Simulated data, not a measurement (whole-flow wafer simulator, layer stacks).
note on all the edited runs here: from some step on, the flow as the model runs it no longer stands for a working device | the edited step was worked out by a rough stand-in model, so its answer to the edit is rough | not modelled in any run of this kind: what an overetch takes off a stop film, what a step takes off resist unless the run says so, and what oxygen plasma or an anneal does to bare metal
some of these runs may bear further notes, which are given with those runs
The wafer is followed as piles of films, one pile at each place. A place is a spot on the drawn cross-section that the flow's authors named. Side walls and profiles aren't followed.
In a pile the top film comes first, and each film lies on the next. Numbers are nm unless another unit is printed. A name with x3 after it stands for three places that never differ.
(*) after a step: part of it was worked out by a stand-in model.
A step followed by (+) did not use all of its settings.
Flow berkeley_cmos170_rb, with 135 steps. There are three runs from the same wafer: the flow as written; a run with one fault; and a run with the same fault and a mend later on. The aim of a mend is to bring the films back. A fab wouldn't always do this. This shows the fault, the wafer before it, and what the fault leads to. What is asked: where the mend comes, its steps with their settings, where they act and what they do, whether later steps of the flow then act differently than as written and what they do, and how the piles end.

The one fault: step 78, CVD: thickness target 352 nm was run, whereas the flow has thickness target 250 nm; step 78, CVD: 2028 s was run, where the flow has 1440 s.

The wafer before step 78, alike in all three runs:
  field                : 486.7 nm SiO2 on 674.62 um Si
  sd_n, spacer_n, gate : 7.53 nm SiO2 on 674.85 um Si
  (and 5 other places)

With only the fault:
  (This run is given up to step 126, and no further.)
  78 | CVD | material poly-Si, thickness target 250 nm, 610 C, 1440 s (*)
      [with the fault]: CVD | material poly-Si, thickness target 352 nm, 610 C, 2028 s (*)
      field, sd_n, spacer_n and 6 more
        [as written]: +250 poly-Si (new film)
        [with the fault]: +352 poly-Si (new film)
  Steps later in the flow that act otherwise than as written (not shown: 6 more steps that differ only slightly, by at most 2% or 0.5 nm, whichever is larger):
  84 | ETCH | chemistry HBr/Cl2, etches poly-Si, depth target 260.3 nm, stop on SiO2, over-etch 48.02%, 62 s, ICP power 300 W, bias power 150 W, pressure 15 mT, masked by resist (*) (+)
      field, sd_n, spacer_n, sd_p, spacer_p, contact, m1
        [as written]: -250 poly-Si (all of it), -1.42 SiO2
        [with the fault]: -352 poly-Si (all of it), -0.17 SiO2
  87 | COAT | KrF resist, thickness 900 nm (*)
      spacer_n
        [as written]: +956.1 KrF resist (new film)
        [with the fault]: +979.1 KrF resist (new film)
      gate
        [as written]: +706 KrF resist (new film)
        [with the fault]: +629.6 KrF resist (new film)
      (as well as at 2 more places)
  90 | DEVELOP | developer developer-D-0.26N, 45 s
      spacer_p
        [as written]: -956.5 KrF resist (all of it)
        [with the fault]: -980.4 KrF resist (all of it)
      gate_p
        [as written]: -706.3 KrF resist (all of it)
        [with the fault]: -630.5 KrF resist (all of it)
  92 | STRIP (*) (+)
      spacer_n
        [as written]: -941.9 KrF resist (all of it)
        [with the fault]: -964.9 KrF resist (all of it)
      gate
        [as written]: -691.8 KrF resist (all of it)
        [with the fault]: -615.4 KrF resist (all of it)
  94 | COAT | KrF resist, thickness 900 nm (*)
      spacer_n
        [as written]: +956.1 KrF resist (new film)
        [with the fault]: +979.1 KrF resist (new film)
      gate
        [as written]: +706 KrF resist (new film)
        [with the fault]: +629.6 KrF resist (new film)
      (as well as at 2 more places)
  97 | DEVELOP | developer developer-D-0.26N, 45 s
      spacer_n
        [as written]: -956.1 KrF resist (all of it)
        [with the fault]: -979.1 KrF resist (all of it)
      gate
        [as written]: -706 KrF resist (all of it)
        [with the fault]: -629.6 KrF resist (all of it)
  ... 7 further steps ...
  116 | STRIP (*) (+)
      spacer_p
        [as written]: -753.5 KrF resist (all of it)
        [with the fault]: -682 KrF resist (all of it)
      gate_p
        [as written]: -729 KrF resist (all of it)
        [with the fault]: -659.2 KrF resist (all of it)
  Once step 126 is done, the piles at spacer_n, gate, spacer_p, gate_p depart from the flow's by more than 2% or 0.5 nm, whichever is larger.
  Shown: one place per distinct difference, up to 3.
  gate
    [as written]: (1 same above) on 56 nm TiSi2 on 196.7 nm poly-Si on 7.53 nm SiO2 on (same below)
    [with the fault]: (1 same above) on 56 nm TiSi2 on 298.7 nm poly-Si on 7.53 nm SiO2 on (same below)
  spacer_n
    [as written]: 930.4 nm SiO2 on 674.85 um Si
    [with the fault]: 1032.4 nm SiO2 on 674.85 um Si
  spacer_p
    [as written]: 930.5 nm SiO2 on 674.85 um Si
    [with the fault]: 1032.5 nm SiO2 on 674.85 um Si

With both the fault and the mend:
  The mend stands after step 78.
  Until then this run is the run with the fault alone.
  78a | ETCH | chemistry tmah, depth target 404.8 nm
      field, sd_n, spacer_n and 6 more
        -352 poly-Si (all of it)
  78b | CLEAN (*) (a further turn of the flow's step 74)
      alters no film at any place that is followed
  78c | CVD | material poly-Si, thickness target 250 nm, 610 C, 1440 s (*) (a further turn of the flow's step 78)
      field, sd_n, spacer_n and 6 more
        +250 poly-Si (new film)
  Later steps of the flow that are run all act as written at every place that is followed.
  At every place that both follow, the piles at the end match the flow's.
